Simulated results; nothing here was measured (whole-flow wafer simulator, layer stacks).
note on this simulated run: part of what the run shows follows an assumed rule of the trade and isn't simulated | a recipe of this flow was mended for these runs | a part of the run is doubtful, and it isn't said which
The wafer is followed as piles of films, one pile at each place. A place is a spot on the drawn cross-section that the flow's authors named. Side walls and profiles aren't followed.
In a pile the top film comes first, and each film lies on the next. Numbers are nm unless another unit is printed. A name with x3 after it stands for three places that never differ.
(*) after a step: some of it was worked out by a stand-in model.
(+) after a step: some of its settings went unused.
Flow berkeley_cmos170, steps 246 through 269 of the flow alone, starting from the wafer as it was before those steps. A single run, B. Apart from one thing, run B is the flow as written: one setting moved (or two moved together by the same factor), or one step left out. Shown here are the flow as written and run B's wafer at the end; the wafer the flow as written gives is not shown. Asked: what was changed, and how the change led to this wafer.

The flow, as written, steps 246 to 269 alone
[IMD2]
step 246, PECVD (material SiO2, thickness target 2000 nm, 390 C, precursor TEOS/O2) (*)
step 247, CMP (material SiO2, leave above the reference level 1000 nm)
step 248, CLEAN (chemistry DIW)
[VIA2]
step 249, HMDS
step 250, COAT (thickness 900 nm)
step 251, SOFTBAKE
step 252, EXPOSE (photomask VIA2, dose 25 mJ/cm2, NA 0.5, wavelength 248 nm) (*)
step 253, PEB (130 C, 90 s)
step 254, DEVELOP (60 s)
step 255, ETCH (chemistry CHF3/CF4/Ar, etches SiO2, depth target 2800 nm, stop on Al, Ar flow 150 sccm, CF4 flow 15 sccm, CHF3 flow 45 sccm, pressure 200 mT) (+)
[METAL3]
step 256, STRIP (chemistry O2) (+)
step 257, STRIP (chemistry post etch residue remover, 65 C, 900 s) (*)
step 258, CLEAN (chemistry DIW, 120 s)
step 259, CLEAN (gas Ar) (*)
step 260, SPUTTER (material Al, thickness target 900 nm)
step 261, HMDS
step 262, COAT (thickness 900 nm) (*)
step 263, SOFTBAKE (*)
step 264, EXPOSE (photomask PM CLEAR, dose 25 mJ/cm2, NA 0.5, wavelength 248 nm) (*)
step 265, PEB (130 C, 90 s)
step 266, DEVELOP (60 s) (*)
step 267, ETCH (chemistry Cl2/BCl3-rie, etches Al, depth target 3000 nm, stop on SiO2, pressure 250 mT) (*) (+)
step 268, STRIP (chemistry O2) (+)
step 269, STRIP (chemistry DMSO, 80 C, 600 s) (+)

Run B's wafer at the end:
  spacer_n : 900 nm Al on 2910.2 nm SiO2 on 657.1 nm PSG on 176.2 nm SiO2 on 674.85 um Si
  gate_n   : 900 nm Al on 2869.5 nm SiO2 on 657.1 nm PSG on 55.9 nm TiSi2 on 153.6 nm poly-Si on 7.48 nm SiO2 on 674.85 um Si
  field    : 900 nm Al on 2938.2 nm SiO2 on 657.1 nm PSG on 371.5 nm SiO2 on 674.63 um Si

Cause: step 246, PECVD: thickness target 1520 nm was run, though the flow has thickness target 2000 nm; step 267, ETCH: depth target 2280 nm was run, where the flow has depth target 3000 nm.

The path from the change to this, step by step:
  step 246, PECVD (material SiO2, thickness target 2000 nm, 390 C, precursor TEOS/O2) (*)
      field, mark, sd_n, spacer_n, gate_n, sd_p, spacer_p, gate_p: SiO2 gains 1520 (in the flow as written it would be: SiO2 gains 2000)
      contact, m1, m2, via2: SiO2 gains 1520 (new film) (in the flow as written it would be: SiO2 gains 2000 (new film))
      (as well as at 1 more place)
  step 247, CMP (material SiO2, leave above the reference level 1000 nm)
      field, sd_n, spacer_n, gate_n, sd_p, spacer_p, gate_p: nothing (in the flow as written it would be: SiO2 loses 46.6)
      contact, m1, via1, m2, via2: SiO2 loses 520 (in the flow as written it would be: SiO2 loses 1000)
  step 250, COAT (thickness 900 nm)
      sd_n: KrF-resist gains 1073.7 (new film) (in the flow as written it would be: KrF-resist gains 900 (new film))
      contact: KrF-resist gains 739.1 (new film) (in the flow as written it would be: KrF-resist gains 900 (new film))
      (as well as at 4 more places)
  step 253, PEB (130 C, 90 s)
      m2: KrF-resist loses 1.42 (in the flow as written it would be: KrF-resist loses 2)
  step 254, DEVELOP (60 s)
      via2: KrF-resist loses 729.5 (all of it) (in the flow as written it would be: KrF-resist loses 898 (all of it))
  step 256, STRIP (chemistry O2) (+)
      sd_n: KrF-resist loses 780.9 (all of it) (in the flow as written it would be: KrF-resist loses 607.6 (all of it))
      sd_p: KrF-resist loses 621.1 (all of it) (in the flow as written it would be: KrF-resist loses 607.6 (all of it))
      (as well as at 6 more places)
  step 262, COAT (thickness 900 nm) (*)
      sd_n: KrF-resist gains 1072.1 (new film) (in the flow as written it would be: KrF-resist gains 899.3 (new film))
      contact: KrF-resist gains 730.3 (new film) (in the flow as written it would be: KrF-resist gains 898.4 (new film))
      (as well as at 4 more places)
  step 265, PEB (130 C, 90 s)
      m2: KrF-resist loses 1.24 (in the flow as written it would be: KrF-resist loses 1.8)
      via2: KrF-resist loses 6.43 (in the flow as written it would be: KrF-resist loses 7.55)
  step 268, STRIP (chemistry O2) (+)
      sd_n: KrF-resist loses 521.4 (all of it) (in the flow as written it would be: KrF-resist loses 349 (all of it))
      spacer_n: KrF-resist loses 357.3 (all of it) (in the flow as written it would be: KrF-resist loses 349.7 (all of it))
      (as well as at 9 more places)
